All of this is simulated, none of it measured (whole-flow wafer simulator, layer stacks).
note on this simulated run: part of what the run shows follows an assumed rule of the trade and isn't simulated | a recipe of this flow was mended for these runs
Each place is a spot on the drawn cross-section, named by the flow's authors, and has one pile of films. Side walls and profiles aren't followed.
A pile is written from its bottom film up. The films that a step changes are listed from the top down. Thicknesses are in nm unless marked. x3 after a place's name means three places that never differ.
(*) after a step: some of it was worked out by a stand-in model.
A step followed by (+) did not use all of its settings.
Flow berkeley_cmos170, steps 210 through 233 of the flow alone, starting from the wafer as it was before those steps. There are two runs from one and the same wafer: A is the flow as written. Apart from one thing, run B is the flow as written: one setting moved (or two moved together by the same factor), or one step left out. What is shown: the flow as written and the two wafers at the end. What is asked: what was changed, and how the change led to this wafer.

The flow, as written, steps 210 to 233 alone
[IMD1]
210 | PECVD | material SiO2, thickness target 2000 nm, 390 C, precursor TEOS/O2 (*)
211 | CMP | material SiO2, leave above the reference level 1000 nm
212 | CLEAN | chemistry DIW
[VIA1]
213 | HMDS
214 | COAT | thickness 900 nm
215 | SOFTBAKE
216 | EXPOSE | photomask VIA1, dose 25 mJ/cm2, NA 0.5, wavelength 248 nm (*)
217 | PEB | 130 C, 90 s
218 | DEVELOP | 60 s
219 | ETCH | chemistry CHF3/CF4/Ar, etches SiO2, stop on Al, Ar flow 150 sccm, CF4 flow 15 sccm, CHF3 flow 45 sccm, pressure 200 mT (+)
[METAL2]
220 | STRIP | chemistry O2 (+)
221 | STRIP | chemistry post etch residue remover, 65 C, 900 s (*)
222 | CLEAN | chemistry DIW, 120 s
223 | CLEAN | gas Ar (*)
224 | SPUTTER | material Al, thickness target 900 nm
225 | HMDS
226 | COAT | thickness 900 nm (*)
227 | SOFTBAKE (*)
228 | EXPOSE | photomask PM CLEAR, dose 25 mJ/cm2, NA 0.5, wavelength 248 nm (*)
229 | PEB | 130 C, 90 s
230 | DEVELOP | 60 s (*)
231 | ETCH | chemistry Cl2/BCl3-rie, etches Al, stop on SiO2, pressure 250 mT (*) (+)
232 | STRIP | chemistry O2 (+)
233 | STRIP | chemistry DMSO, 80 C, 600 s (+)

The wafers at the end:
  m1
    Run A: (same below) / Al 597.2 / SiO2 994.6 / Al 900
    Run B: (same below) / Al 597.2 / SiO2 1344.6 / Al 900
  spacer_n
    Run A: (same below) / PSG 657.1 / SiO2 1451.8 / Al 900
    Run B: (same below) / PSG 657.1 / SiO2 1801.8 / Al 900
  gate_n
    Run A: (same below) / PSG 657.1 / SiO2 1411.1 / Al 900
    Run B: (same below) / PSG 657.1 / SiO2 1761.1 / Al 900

What caused this: step 211, CMP: leave above the reference level 1350 nm was run, whereas the flow has leave above the reference level 1000 nm.

Step by step, how the change led to this:
  211 | CMP | material SiO2, leave above the reference level 1000 nm
      mark: A -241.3 SiO2 | B nothing
      sd_p: A -338.1 SiO2 | B nothing
      (also at 11 further places)
  214 | COAT | thickness 900 nm
      contact: A +900 KrF-resist (new film) | B +1175.8 KrF-resist (new film)
  217 | PEB | 130 C, 90 s
      contact: A -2 KrF-resist | B -2.75 KrF-resist
  219 | ETCH | chemistry CHF3/CF4/Ar, etches SiO2, stop on Al, Ar flow 150 sccm, CF4 flow 15 sccm, CHF3 flow 45 sccm, pressure 200 mT (+)
      field, mark, sd_n and 9 more: A -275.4 KrF-resist | B -362.9 KrF-resist
      via1: A -1000 SiO2 (all of it), -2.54 Al | B -1350 SiO2 (all of it), -2.54 Al
  220 | STRIP | chemistry O2 (+)
      spacer_n, gate_n, m2: A -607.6 KrF-resist (all of it) | B -519.8 KrF-resist (all of it)
      field: A -607.6 KrF-resist (all of it) | B -520 KrF-resist (all of it)
      (also at 8 further places)
  224 | SPUTTER | material Al, thickness target 900 nm
      contact: A +900 Al (new film) | B +819.3 Al (new film)
      via1: A +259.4 Al | B +197.9 Al
  226 | COAT | thickness 900 nm (*)
      contact: A +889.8 KrF-resist (new film) | B +1240.1 KrF-resist (new film)
      m1: A +821.4 KrF-resist (new film) | B +795.2 KrF-resist (new film)
      (also at 1 further place)
  229 | PEB | 130 C, 90 s
      contact: A -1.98 KrF-resist | B -2.93 KrF-resist
      via1: A -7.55 KrF-resist | B -10.3 KrF-resist
  232 | STRIP | chemistry O2 (+)
      sd_n: A -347 KrF-resist (all of it) | B -335 KrF-resist (all of it)
      sd_p: A -349.3 KrF-resist (all of it) | B -356.5 KrF-resist (all of it)
      (also at 4 further places)
